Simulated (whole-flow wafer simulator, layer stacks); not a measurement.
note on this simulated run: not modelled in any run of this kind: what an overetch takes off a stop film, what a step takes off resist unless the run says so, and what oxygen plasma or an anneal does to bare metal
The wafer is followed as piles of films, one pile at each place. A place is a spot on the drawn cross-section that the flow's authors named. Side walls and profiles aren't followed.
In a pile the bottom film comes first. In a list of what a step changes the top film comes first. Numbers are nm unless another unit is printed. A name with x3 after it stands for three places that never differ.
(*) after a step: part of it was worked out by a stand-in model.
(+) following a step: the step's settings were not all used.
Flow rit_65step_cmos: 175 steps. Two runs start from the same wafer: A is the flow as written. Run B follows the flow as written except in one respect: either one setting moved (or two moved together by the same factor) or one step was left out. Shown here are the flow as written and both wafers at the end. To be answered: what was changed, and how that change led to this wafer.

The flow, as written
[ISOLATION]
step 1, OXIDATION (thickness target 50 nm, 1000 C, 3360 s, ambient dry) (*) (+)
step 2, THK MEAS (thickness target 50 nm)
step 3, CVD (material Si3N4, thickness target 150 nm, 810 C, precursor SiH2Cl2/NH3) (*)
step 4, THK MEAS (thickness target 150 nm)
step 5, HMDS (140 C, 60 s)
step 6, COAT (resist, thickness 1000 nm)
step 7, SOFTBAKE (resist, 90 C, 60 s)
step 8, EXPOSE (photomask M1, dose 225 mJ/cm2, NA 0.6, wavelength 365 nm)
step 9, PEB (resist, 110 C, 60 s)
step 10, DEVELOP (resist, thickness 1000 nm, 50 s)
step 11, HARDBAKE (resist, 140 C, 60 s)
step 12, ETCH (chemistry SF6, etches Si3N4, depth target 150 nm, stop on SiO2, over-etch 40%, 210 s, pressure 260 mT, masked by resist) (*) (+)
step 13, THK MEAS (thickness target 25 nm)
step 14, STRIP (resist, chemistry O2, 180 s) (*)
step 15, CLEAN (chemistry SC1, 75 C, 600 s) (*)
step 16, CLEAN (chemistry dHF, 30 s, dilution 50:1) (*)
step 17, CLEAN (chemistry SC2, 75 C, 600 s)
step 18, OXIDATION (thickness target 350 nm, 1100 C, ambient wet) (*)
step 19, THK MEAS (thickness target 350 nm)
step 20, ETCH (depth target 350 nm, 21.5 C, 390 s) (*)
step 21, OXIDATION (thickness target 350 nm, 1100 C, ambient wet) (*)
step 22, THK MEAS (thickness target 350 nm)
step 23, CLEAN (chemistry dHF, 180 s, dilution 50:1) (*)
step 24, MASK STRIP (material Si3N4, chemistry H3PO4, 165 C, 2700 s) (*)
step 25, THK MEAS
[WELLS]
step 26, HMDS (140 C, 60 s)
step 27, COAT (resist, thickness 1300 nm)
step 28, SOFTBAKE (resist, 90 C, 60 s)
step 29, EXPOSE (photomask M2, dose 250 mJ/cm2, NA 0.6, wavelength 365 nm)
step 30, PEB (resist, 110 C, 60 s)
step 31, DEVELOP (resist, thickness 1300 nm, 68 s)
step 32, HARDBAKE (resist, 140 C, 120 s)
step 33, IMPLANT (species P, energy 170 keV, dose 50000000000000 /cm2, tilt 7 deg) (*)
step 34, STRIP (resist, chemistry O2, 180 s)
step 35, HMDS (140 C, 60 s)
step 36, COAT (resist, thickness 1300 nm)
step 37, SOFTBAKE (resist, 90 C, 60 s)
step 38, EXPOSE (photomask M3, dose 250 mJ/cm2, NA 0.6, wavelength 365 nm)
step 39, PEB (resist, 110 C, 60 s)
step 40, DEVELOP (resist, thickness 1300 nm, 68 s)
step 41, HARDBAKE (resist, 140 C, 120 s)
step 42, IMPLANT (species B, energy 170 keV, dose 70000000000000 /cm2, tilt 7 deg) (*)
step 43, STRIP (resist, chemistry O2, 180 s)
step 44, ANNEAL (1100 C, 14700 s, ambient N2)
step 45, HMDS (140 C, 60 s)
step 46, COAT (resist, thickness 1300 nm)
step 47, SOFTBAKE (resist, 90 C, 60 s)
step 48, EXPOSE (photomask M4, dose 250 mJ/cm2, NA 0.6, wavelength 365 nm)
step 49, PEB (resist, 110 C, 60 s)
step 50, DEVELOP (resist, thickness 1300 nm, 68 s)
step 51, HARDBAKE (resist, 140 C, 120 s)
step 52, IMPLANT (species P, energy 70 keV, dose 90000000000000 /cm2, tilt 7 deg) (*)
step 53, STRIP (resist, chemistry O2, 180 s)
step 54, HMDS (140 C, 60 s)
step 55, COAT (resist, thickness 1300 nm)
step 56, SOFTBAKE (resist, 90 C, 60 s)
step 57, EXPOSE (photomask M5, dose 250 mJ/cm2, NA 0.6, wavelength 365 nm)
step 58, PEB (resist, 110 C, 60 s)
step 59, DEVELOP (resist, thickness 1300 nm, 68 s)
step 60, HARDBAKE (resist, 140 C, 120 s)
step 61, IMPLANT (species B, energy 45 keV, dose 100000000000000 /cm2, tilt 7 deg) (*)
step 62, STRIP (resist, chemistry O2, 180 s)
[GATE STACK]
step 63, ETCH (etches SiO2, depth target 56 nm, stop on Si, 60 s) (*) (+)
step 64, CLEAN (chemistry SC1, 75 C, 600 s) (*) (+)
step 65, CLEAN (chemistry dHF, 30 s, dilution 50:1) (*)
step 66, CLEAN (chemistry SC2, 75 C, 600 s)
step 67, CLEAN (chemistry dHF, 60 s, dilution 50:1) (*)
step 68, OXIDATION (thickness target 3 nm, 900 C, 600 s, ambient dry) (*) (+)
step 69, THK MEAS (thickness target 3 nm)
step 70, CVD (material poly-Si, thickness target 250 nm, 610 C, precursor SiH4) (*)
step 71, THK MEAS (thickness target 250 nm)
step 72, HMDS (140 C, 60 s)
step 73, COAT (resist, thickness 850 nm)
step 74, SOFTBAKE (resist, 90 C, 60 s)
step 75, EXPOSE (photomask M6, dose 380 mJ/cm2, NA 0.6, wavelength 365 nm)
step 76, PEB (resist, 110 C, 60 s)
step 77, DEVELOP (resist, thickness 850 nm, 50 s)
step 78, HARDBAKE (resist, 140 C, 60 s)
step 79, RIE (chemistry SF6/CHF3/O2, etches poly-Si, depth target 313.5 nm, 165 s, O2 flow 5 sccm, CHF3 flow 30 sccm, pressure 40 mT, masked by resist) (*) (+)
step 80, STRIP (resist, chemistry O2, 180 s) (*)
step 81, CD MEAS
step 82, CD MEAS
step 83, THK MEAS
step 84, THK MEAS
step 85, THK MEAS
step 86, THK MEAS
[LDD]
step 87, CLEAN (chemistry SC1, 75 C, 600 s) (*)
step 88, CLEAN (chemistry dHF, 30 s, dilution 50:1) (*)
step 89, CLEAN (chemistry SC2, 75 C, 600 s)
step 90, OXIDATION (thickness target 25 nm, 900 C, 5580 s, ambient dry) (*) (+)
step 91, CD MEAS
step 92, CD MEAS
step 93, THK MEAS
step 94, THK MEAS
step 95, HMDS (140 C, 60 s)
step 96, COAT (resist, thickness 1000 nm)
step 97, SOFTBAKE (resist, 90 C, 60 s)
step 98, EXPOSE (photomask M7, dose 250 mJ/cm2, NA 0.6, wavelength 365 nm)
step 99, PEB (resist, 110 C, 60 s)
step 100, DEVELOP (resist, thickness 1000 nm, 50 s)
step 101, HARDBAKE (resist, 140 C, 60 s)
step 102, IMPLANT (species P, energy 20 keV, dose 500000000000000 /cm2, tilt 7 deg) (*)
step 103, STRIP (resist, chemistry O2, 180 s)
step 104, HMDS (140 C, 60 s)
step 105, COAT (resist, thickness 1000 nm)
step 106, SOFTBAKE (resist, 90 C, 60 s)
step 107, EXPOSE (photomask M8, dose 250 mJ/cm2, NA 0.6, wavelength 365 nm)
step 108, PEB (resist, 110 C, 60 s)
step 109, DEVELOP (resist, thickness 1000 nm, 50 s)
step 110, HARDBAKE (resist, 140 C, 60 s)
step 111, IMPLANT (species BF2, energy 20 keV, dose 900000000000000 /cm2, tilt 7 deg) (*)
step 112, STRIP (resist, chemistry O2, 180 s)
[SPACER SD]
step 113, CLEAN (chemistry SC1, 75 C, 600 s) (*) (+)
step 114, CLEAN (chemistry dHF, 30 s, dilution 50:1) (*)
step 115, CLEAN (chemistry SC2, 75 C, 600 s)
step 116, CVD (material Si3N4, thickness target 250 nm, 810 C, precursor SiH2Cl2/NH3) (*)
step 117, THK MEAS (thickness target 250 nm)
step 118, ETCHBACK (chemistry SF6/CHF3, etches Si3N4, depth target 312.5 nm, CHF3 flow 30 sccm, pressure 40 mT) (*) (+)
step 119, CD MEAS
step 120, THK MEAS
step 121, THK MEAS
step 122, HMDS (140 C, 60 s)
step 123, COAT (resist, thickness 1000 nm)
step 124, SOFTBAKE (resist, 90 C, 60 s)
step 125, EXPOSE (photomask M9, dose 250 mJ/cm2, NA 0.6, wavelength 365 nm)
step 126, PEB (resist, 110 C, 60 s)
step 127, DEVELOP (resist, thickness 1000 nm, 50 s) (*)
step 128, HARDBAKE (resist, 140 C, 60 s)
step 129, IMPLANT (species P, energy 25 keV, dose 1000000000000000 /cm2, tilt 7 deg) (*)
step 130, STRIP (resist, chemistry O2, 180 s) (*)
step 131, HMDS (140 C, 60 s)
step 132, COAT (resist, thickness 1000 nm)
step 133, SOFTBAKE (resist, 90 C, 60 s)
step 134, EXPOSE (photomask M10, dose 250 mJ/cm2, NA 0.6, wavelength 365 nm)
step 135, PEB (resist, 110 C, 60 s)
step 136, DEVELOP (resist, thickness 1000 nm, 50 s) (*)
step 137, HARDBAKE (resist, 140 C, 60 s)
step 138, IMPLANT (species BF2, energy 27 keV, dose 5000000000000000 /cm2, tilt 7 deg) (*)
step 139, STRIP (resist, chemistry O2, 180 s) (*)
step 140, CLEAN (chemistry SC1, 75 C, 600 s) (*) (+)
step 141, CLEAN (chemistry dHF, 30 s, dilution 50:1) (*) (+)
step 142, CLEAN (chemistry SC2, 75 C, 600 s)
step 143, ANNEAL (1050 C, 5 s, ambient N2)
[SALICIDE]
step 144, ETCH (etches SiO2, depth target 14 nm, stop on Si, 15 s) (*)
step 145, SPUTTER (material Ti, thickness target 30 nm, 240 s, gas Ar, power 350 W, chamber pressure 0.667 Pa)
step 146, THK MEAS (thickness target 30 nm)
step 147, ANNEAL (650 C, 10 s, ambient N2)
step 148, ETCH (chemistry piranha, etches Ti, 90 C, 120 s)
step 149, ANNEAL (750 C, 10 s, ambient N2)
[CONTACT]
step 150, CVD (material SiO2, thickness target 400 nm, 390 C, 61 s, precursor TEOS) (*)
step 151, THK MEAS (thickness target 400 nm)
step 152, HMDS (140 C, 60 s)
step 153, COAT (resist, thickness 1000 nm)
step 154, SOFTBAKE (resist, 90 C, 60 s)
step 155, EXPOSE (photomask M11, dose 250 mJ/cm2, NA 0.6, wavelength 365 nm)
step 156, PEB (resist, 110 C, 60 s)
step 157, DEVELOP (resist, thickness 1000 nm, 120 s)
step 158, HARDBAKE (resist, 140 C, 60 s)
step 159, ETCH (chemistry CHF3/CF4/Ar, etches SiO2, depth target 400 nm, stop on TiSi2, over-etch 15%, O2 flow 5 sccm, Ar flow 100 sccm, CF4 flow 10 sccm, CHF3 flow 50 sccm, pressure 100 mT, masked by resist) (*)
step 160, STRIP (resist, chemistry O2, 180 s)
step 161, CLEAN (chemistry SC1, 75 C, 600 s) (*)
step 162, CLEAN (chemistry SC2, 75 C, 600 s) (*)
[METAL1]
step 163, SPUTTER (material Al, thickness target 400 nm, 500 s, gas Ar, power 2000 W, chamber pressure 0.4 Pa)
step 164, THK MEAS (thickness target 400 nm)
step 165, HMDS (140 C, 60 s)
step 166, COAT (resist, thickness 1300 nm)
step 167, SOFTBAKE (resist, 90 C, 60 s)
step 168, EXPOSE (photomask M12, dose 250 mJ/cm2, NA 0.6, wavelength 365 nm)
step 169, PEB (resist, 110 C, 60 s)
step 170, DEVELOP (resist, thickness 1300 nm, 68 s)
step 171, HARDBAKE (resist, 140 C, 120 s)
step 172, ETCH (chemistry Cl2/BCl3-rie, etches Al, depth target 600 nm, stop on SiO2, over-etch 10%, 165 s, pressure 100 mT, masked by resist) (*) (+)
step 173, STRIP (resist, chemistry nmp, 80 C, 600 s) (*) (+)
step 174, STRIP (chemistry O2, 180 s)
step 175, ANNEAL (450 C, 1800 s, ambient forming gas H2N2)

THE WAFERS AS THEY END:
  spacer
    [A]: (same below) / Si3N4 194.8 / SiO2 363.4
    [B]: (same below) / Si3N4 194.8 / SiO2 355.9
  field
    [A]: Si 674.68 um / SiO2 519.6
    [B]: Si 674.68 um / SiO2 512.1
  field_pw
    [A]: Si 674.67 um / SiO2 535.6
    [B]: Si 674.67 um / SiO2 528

What caused this: step 163, SPUTTER: 425 s was run, whereas the flow has 500 s.

Step by step, how the change led to this:
  step 163, SPUTTER (material Al, thickness target 400 nm, 500 s, gas Ar, power 2000 W, chamber pressure 0.4 Pa)
      field, field_p, spacer, spacer_p: A +400 Al (new film) | B +340 Al (new film)
      gate_n, gate_p: A +396 Al (new film) | B +340 Al (new film)
      (as well as at 2 more places)
  step 172, ETCH (chemistry Cl2/BCl3-rie, etches Al, depth target 600 nm, stop on SiO2, over-etch 10%, 165 s, pressure 100 mT, masked by resist) (*) (+)
      field, field_p, spacer, spacer_p: A -400 Al (all of it), -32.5 SiO2 | B -340 Al (all of it), -40 SiO2
      gate_n, gate_p: A -396 Al (all of it), -33 SiO2 | B -340 Al (all of it), -40 SiO2
      (as well as at 2 more places)
